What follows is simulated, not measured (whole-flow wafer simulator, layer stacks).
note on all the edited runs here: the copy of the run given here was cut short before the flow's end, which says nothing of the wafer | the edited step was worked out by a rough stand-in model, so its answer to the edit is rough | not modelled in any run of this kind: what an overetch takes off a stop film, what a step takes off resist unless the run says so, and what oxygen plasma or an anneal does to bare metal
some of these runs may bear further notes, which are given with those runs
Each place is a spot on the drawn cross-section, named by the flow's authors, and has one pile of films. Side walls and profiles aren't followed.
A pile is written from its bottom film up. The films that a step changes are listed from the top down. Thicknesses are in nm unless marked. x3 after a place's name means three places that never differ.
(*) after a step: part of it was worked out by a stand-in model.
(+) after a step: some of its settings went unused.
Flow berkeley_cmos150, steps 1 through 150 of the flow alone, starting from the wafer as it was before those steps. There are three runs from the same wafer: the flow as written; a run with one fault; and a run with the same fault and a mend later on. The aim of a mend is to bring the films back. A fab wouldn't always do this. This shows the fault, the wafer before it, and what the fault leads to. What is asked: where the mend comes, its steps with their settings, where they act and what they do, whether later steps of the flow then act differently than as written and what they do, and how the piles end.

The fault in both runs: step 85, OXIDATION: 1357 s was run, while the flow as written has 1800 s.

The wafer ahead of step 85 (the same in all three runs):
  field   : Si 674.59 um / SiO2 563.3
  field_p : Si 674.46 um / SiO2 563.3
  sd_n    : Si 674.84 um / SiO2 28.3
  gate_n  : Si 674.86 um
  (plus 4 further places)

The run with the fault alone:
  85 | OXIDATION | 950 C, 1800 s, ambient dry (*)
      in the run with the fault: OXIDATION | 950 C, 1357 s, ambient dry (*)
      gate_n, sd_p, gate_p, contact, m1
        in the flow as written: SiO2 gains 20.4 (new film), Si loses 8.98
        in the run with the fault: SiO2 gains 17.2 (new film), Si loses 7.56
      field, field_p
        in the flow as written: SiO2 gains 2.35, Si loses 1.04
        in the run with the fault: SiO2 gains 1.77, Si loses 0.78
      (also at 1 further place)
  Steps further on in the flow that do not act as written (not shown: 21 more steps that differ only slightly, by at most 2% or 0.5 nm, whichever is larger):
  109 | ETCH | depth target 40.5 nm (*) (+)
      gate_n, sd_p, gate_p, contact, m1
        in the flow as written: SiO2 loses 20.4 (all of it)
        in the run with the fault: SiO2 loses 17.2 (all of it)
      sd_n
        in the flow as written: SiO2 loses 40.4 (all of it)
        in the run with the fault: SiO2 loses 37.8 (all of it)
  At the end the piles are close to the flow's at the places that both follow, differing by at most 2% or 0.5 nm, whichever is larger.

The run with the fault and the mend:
  The mend follows step 94.
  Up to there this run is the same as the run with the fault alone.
  94a | STRIP (*) (+)
      field_p
        KrF resist loses 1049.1 (all of it)
      sd_p
        KrF resist loses 1274.2 (all of it)
      gate_p
        KrF resist loses 1249 (all of it)
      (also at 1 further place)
  94b | CLEAN | chemistry SPM, 600 s (the flow's step 77, run once more)
      does not change any film at any place that is followed
  94c | OXIDATION | 950 C, 372 s, ambient dry (*) (the flow's step 85, run once more with other settings)
      gate_n, sd_p, gate_p, contact, m1
        SiO2 gains 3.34, Si loses 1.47
      field, field_p
        SiO2 gains 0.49, Si loses 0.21
      sd_n
        SiO2 gains 2.34, Si loses 1.03
  94d | HMDS (the flow's step 88, run once more)
      does not change any film at any place that is followed
  94e | COAT | KrF resist, thickness 1100 nm (*) (the flow's step 89, run once more)
      field
        KrF resist gains 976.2 (new film)
      field_p
        KrF resist gains 1087.8 (new film)
      sd_n
        KrF resist gains 1243 (new film)
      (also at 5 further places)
  94f | SOFTBAKE | KrF resist (the flow's step 90, run once more)
      does not change any film at any place that is followed
  94g | EXPOSE | photomask NWELL INV, NA 0.5, wavelength 248 nm (*) (the flow's step 91, run once more)
      does not change any film at any place that is followed
  94h | PEB | KrF resist, 110 C, 90 s (the flow's step 92, run once more)
      field
        KrF resist loses 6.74
      field_p
        KrF resist loses 7.53
      sd_n
        KrF resist loses 8.63
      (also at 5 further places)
  94i | DEVELOP | KrF resist, thickness 1100 nm, developer developer-D-0.26N, 45 s (the flow's step 93, run once more)
      field_p, sd_p, gate_p, m1
        KrF resist loses 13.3
      field
        KrF resist loses 969.5 (all of it)
      sd_n
        KrF resist loses 1234.4 (all of it)
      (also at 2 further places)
  94j | HARDBAKE | 120 C, 7200 s (the flow's step 94, run once more)
      field_p
        KrF resist loses 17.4
      sd_p
        KrF resist loses 21.4
      gate_p
        KrF resist loses 20.9
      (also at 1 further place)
  Every later step of the flow that is run acts as written, at every place that is followed, to within 2% or 0.5 nm, whichever is larger.
  At the end the piles are close to the flow's at the places that both follow, differing by at most 2% or 0.5 nm, whichever is larger.
